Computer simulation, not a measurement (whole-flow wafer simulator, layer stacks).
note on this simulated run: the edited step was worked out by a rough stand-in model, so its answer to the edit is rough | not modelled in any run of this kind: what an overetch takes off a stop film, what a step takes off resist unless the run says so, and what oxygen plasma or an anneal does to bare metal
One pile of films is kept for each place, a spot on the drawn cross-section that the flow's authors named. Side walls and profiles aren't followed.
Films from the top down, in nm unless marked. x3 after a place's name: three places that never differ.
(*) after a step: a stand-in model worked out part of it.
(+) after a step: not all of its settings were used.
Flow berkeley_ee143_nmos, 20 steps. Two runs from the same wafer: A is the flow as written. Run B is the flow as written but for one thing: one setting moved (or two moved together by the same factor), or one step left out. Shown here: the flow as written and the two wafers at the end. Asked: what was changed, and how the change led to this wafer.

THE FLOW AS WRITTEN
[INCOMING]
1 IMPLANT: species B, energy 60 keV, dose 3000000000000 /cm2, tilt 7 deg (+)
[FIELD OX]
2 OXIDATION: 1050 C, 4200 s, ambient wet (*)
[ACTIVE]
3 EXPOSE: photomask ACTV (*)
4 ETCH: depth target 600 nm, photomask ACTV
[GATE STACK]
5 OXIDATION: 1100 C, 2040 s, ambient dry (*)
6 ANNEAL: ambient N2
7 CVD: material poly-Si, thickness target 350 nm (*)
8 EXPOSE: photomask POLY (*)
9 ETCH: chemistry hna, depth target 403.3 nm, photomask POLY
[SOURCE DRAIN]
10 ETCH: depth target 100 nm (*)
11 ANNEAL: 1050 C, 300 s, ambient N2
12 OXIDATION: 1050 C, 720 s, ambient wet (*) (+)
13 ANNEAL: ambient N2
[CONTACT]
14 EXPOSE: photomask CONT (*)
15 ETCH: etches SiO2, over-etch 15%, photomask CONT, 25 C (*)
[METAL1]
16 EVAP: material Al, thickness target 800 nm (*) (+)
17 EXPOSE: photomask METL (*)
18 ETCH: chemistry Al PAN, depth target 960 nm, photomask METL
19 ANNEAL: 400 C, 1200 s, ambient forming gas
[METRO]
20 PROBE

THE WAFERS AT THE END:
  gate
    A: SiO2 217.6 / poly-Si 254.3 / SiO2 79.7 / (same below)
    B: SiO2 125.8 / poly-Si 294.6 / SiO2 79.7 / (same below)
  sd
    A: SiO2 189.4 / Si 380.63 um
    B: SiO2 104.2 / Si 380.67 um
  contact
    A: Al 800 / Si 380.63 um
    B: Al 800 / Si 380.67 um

The cause: step 12, OXIDATION: 324 s was run, where the flow has 720 s.

How the change led to this, step by step:
  12 OXIDATION: 1050 C, 720 s, ambient wet (*) (+)
      sd, contact: A SiO2 +189.4 (new film), Si -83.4 | B SiO2 +104.2 (new film), Si -45.9
      gate: A SiO2 +217.6 (new film), poly-Si -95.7 | B SiO2 +125.8 (new film), poly-Si -55.4
      (and at 1 more place)
  15 ETCH: etches SiO2, over-etch 15%, photomask CONT, 25 C (*)
      contact: A SiO2 -189.4 (all of it) | B SiO2 -104.2 (all of it)
